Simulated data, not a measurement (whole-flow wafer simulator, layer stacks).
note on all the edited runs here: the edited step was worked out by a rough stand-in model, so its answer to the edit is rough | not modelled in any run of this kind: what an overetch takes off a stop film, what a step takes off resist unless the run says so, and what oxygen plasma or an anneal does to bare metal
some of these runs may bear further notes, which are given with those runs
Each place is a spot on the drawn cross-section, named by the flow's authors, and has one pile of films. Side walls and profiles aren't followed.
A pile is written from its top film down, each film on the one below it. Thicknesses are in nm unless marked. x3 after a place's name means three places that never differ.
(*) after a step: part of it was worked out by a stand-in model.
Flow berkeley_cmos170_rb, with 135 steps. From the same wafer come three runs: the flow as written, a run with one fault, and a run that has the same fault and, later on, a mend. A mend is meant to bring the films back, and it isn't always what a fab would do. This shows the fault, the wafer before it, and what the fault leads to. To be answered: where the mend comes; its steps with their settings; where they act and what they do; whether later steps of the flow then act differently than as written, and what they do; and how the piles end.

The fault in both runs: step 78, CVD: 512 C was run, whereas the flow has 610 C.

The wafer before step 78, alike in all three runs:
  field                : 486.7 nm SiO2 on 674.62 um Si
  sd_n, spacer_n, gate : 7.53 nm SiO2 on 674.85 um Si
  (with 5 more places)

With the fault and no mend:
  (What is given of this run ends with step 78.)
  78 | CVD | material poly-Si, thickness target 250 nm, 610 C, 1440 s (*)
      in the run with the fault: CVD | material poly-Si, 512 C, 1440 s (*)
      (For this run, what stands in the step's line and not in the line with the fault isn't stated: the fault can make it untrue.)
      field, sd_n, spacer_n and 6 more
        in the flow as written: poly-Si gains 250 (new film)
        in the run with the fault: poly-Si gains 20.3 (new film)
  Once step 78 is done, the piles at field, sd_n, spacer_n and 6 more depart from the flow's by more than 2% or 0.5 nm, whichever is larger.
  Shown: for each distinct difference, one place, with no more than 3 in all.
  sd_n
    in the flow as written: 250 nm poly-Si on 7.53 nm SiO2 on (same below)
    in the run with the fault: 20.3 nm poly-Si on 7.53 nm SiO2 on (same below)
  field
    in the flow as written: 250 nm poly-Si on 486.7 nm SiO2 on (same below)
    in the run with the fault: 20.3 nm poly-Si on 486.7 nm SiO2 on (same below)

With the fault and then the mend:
  The mend follows step 78.
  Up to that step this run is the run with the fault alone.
  78a | ETCH | chemistry tmah, depth target 23.29 nm
      field, sd_n, spacer_n and 6 more
        poly-Si loses 20.3 (all of it)
  78b | CLEAN (*) (the flow's step 74 again)
      alters no film at any place that is followed
  78c | CVD | material poly-Si, thickness target 250 nm, 610 C, 1440 s (*) (the flow's step 78 again)
      field, sd_n, spacer_n and 6 more
        poly-Si gains 250 (new film)
  Every later step of the flow that is run acts as written, at every place that is followed, to within 2% or 0.5 nm, whichever is larger.
  The piles end the same as the flow's at every place that both follow.
